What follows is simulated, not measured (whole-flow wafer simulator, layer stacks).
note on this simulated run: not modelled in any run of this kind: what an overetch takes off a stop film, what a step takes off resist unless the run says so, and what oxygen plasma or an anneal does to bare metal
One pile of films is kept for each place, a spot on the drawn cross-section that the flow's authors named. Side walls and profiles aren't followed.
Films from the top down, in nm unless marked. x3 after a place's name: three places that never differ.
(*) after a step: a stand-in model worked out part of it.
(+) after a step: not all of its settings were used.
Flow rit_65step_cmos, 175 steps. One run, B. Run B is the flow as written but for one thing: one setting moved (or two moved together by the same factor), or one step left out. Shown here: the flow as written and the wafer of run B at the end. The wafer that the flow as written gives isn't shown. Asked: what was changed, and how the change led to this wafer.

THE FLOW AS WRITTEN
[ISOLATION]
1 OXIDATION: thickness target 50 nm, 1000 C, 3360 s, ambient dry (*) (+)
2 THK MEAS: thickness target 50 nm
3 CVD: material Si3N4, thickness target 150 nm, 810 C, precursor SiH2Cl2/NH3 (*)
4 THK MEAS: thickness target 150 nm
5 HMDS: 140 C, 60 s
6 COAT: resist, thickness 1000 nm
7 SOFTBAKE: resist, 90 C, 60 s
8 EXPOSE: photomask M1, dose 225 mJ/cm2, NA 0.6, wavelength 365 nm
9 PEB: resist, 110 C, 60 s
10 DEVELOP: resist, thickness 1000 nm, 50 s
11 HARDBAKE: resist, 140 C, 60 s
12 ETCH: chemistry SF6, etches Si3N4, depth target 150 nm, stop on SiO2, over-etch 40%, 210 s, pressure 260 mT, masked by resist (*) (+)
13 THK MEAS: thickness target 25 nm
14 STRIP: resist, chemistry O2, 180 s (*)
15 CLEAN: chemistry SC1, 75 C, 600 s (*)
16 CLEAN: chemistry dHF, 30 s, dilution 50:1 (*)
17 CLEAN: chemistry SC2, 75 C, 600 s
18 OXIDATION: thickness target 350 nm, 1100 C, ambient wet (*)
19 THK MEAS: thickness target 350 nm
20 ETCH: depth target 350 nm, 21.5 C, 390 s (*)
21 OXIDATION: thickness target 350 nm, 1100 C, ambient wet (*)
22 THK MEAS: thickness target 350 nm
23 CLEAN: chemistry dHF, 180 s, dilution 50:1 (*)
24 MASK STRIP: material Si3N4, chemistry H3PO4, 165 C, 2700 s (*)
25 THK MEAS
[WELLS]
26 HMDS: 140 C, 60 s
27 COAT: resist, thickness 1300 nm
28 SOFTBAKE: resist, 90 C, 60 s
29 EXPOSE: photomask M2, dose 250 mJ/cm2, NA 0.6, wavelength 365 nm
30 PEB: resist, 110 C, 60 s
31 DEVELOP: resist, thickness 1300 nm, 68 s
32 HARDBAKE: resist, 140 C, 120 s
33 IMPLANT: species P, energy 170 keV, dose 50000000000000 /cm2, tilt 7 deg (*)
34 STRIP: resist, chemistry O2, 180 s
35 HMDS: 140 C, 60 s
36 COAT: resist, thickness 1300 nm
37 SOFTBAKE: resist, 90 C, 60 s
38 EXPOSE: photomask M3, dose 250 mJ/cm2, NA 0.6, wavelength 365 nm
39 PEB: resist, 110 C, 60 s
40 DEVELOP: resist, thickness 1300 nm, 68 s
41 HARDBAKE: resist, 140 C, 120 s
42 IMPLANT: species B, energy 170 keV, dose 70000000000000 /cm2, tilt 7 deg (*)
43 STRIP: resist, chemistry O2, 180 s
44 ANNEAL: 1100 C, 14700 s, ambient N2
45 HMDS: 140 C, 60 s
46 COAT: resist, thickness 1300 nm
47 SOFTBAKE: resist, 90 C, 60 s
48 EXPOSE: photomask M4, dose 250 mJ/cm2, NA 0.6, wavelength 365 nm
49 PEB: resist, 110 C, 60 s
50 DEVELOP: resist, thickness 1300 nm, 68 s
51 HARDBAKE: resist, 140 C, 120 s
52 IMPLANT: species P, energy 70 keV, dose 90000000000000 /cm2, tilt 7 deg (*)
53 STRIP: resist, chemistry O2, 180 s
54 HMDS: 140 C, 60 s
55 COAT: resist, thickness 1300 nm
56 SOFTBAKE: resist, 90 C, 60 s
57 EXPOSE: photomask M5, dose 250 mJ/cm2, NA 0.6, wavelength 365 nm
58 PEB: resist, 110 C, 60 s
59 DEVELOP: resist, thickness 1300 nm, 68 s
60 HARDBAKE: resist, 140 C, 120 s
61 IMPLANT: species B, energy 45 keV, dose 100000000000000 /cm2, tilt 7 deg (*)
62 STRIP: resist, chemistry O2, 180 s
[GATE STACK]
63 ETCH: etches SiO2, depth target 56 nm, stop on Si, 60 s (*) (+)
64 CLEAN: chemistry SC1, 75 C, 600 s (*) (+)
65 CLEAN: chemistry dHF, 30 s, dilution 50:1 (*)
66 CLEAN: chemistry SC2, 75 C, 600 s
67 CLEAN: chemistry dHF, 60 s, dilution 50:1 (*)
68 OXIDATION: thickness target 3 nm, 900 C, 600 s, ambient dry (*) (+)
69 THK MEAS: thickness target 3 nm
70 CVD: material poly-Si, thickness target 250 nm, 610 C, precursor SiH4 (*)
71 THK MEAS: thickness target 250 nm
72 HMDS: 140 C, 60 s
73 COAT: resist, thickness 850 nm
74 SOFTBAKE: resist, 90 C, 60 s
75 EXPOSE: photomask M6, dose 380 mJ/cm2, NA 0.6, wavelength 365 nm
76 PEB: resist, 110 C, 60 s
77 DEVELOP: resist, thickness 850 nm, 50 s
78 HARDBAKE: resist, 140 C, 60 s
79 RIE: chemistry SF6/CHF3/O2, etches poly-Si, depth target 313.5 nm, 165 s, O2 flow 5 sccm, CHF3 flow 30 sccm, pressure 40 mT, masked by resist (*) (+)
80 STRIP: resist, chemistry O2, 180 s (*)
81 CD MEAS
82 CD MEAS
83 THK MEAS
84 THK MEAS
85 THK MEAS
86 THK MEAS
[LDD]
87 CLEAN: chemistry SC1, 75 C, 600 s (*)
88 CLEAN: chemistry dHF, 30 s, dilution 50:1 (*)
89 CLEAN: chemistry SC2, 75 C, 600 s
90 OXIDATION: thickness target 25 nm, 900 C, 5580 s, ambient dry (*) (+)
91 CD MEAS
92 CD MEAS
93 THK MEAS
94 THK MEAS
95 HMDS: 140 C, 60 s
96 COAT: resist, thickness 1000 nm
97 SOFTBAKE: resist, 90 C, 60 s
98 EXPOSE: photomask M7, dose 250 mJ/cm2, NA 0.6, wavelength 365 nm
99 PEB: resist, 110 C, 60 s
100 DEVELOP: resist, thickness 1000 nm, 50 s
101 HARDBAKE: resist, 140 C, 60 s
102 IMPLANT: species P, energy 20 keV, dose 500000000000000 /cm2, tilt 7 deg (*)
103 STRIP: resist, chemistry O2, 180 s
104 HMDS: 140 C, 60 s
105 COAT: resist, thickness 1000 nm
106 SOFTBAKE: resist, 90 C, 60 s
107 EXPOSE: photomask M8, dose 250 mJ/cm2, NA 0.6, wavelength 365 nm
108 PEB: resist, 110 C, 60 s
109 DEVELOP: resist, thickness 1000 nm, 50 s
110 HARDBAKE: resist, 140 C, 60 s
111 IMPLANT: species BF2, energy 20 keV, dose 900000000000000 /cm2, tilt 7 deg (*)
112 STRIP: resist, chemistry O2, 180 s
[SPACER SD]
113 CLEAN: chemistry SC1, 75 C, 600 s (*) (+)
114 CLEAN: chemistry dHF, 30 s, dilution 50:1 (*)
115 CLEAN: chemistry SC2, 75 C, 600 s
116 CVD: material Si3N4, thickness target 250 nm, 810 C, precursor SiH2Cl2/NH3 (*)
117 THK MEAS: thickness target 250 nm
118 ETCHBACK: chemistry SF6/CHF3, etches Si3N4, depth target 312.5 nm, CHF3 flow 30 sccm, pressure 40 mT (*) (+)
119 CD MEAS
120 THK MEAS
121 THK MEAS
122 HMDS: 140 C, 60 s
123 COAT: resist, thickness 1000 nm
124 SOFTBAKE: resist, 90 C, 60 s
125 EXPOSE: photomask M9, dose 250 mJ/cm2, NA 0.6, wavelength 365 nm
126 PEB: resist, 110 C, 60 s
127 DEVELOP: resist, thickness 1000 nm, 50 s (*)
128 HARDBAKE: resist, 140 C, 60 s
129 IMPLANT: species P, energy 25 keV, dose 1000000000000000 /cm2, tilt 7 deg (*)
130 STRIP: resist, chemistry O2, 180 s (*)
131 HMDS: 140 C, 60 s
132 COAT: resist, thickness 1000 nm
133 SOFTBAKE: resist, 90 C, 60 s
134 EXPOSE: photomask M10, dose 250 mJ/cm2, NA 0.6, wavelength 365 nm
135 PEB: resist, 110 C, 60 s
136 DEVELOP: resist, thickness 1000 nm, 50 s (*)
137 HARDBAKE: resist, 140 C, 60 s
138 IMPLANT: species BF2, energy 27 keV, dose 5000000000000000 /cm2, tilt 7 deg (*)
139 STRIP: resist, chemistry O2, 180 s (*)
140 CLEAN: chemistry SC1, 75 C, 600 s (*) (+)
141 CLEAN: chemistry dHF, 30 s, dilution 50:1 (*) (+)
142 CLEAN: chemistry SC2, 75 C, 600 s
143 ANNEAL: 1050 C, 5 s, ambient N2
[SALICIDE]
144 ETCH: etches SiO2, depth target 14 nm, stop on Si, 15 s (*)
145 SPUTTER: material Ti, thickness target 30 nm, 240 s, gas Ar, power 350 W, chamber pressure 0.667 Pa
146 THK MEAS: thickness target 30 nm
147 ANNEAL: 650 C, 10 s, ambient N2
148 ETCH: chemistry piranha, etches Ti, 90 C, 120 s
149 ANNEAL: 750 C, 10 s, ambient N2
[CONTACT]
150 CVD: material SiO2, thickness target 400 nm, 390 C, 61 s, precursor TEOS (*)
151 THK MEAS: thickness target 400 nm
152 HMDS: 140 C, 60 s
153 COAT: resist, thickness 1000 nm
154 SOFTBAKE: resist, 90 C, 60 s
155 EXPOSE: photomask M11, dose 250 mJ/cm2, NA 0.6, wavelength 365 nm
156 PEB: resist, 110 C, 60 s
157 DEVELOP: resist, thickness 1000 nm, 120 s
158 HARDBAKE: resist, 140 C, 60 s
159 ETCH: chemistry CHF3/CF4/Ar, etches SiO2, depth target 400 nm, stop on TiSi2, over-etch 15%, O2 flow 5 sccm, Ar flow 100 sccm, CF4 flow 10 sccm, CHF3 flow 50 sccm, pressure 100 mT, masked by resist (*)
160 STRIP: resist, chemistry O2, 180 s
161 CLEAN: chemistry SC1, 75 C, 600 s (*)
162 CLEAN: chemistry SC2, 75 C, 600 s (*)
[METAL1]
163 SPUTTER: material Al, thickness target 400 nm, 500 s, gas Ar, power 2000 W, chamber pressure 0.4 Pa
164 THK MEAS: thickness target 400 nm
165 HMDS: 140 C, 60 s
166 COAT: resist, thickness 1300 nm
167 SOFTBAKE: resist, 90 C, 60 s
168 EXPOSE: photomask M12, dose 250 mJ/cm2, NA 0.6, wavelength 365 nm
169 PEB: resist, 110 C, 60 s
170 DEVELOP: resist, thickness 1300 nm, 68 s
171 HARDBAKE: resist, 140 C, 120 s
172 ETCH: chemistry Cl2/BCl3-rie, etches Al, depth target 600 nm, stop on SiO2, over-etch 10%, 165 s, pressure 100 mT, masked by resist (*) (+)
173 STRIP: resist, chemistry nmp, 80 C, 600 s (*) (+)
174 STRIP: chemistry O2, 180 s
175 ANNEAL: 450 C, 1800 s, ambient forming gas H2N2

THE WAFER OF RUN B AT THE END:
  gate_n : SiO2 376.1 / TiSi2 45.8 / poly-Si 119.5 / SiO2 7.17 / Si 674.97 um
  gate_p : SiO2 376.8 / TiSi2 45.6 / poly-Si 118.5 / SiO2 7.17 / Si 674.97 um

The cause: step 145, SPUTTER: thickness target 27 nm was run, where the flow has thickness target 30 nm.

How the change led to this, step by step:
  145 SPUTTER: material Ti, thickness target 30 nm, 240 s, gas Ar, power 350 W, chamber pressure 0.667 Pa
      field, field_pw, field_nw, field_p, spacer, spacer_p: Ti +27 (new film) (as written it would be: Ti +30 (new film))
      gate_n: Ti +24.5 (new film) (as written it would be: Ti +27.3 (new film))
      (and at 1 more place)
  147 ANNEAL: 650 C, 10 s, ambient N2
      gate_n: Ti -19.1, TiSi first +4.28 (new film), TiSi2 C49 +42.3 (new film), poly-Si -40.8 (as written it would be: Ti -21.3, TiSi first +9.82 (new film), TiSi2 C49 +39.5 (new film), poly-Si -41.9)
      gate_p: Ti -19.1, TiSi first +4.07 (new film), TiSi2 C49 +42.4 (new film), poly-Si -40.7 (as written it would be: Ti -21.2, TiSi first +9.56 (new film), TiSi2 C49 +39.6 (new film), poly-Si -41.9)
  148 ETCH: chemistry piranha, etches Ti, 90 C, 120 s
      field, field_pw, field_nw, field_p, spacer, spacer_p: Ti -27 (all of it) (as written it would be: Ti -30 (all of it))
      gate_n: Ti -5.4 (all of it), TiSi first -0.1 (as written it would be: Ti -6 (all of it), TiSi first -0.1)
      (and at 1 more place)
  149 ANNEAL: 750 C, 10 s, ambient N2
      gate_n: TiSi2 +45.8 (new film), TiSi first -4.18 (all of it), TiSi2 C49 -42.3 (all of it), poly-Si -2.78 (as written it would be: TiSi2 +50.8 (new film), TiSi first -9.72 (all of it), TiSi2 C49 -39.5 (all of it), poly-Si -6.48)
      gate_p: TiSi2 +45.6 (new film), TiSi first -3.96 (all of it), TiSi2 C49 -42.4 (all of it), poly-Si -2.64 (as written it would be: TiSi2 +50.6 (new film), TiSi first -9.46 (all of it), TiSi2 C49 -39.6 (all of it), poly-Si -6.31)
